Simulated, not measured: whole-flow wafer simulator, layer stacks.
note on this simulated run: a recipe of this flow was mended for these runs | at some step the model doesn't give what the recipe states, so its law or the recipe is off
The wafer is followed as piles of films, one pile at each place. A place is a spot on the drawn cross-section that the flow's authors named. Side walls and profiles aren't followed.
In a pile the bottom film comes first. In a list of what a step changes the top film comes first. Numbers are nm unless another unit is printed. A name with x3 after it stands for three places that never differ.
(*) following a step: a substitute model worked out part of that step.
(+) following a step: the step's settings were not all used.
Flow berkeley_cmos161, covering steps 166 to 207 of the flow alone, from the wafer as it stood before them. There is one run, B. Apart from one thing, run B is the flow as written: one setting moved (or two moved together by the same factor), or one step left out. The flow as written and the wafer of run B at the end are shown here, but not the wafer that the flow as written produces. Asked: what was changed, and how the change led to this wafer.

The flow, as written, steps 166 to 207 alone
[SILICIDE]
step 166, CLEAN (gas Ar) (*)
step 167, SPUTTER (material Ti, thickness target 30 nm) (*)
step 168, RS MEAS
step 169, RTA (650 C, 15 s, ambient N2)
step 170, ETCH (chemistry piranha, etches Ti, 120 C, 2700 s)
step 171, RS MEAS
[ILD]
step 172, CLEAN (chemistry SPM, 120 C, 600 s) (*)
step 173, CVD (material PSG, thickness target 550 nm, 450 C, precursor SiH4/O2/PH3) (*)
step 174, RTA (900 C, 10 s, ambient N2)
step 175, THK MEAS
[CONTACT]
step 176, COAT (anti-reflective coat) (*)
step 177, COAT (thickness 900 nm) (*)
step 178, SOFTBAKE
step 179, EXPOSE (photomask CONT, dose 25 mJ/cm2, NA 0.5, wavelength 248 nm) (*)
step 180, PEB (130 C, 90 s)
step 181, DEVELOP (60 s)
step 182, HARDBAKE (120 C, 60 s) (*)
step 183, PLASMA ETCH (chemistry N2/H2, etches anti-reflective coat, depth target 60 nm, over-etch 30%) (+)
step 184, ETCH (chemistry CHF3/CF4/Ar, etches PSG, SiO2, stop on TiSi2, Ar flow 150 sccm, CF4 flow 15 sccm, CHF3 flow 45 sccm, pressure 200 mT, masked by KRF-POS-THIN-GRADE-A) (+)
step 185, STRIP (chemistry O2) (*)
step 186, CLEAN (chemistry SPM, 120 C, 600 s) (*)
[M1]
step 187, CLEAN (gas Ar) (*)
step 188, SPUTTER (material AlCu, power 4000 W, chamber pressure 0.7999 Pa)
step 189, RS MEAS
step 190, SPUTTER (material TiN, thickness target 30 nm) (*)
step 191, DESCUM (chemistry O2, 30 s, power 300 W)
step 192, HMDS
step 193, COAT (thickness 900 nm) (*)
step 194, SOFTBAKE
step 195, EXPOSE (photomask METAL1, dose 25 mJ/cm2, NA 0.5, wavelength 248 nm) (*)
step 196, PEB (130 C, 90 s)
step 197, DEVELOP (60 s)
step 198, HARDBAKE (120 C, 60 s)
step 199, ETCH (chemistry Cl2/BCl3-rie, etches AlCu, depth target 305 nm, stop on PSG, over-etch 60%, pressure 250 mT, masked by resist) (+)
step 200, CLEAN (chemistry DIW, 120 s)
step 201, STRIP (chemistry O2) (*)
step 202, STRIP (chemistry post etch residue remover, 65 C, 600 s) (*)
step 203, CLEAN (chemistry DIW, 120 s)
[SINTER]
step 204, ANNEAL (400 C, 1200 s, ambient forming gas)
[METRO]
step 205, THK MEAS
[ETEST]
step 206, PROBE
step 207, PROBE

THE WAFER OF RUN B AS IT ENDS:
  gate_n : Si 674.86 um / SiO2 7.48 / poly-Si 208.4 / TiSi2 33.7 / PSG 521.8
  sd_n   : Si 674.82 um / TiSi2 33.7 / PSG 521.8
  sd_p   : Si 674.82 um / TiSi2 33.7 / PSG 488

The reason: step 167, SPUTTER: thickness target 19 nm was run, while the flow as written has thickness target 30 nm.

How this came from the change, step by step:
  step 167, SPUTTER (material Ti, thickness target 30 nm) (*)
      field, sd_n, spacer_n and 6 more: Ti gains 19 (new film) (in the flow as written it would be: Ti gains 30 (new film))
  step 169, RTA (650 C, 15 s, ambient N2)
      sd_n, sd_p, contact, m1: Ti loses 14.8, TiSi2 C49 gains 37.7 (new film), Si loses 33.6 (in the flow as written it would be: Ti loses 23.4, TiSi first gains 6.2 (new film), TiSi2 C49 gains 50.3 (new film), Si loses 49)
      gate_n, gate_p: Ti loses 14.8, TiSi2 C49 gains 37.7 (new film), poly-Si loses 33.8 (in the flow as written it would be: Ti loses 23.4, TiSi first gains 6.2 (new film), TiSi2 C49 gains 50.3 (new film), poly-Si loses 49.2)
  step 170, ETCH (chemistry piranha, etches Ti, 120 C, 2700 s)
      sd_n, gate_n, sd_p, gate_p, contact, m1: Ti loses 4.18 (all of it), TiSi2 C49 loses 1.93 (in the flow as written it would be: Ti loses 6.6 (all of it), TiSi first loses 1.93)
      field, spacer_n, spacer_p: Ti loses 19 (all of it) (in the flow as written it would be: Ti loses 30 (all of it))
  step 174, RTA (900 C, 10 s, ambient N2)
      sd_n, sd_p, contact, m1: under 1 film: TiSi2 gains 33.7 (new film), TiSi2 C49 loses 35.8 (all of it) (in the flow as written it would be: under 1 film: TiSi2 gains 53.3 (new film), TiSi first loses 4.27 (all of it), TiSi2 C49 loses 50.3 (all of it), Si loses 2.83)
      gate_n, gate_p: under 1 film: TiSi2 gains 33.7 (new film), TiSi2 C49 loses 35.8 (all of it) (in the flow as written it would be: under 1 film: TiSi2 gains 53.3 (new film), TiSi first loses 4.27 (all of it), TiSi2 C49 loses 50.3 (all of it), poly-Si loses 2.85)
